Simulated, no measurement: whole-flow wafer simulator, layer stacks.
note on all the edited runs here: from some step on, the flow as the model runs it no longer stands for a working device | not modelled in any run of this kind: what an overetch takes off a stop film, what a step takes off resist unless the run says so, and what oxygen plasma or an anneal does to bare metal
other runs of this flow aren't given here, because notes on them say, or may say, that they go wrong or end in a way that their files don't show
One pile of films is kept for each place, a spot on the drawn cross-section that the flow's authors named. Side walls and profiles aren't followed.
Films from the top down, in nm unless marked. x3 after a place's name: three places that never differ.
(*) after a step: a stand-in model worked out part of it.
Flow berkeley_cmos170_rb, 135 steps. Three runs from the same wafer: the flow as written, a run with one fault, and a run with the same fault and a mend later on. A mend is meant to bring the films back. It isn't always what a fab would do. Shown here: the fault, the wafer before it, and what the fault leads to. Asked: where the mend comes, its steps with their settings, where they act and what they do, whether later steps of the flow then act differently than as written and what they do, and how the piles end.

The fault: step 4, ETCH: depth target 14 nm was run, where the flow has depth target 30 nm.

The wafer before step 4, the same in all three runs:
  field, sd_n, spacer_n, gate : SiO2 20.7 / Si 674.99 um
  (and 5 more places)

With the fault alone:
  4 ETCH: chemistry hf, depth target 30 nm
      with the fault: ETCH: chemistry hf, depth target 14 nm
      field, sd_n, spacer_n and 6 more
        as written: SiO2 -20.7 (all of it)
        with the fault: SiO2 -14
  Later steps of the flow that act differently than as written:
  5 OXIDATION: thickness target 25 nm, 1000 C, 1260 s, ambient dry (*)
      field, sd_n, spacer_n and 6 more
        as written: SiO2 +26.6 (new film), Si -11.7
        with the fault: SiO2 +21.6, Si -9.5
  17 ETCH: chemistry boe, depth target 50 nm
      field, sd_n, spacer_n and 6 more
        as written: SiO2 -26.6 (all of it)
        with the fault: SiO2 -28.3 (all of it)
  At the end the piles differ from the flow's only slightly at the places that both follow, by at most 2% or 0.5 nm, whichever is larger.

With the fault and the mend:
  The mend comes after step 4.
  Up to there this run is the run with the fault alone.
  4a ETCH: chemistry hf, depth target 16 nm (the flow's step 4 once more, with other settings)
      field, sd_n, spacer_n and 6 more
        SiO2 -6.69 (all of it)
  No later step of the flow acts differently than as written at any place that is followed.
  At the end the piles are the same as the flow's at every place that both follow.
